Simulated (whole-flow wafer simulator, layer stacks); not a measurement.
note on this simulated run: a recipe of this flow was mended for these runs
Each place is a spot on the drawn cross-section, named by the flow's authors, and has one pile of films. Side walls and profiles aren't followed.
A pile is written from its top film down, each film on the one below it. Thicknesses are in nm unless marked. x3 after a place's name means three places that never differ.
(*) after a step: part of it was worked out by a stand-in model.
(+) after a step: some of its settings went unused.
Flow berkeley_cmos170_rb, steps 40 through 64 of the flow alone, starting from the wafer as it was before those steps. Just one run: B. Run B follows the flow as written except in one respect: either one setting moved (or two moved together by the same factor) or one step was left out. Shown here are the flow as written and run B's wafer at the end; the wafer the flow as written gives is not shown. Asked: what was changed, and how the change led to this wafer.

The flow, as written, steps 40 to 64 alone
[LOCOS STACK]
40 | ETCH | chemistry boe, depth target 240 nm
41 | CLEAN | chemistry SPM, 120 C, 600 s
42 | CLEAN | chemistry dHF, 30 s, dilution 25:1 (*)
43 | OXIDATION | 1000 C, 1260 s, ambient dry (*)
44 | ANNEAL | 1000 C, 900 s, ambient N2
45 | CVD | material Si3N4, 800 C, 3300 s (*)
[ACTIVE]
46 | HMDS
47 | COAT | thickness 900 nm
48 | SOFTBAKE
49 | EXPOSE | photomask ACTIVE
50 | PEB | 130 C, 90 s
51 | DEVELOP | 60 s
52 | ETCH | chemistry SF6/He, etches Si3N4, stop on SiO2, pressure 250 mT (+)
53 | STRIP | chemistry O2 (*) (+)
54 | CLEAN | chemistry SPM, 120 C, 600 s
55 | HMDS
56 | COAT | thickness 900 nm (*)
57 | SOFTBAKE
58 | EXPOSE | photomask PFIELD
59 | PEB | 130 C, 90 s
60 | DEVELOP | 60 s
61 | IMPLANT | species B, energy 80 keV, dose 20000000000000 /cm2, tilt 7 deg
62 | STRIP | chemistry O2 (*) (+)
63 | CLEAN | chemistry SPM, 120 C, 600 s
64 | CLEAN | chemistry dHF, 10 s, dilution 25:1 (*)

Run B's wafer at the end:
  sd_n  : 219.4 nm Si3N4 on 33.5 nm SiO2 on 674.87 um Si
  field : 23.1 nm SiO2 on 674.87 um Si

The reason: step 43, OXIDATION: 1027 C was run, whereas the flow has 1000 C.

The path from the change to this, step by step:
  43 | OXIDATION | 1000 C, 1260 s, ambient dry (*)
      field, sd_n, spacer_n and 6 more: SiO2 gains 33.5 (new film), Si loses 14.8 (it would be, as written: SiO2 gains 26.6 (new film), Si loses 11.7)
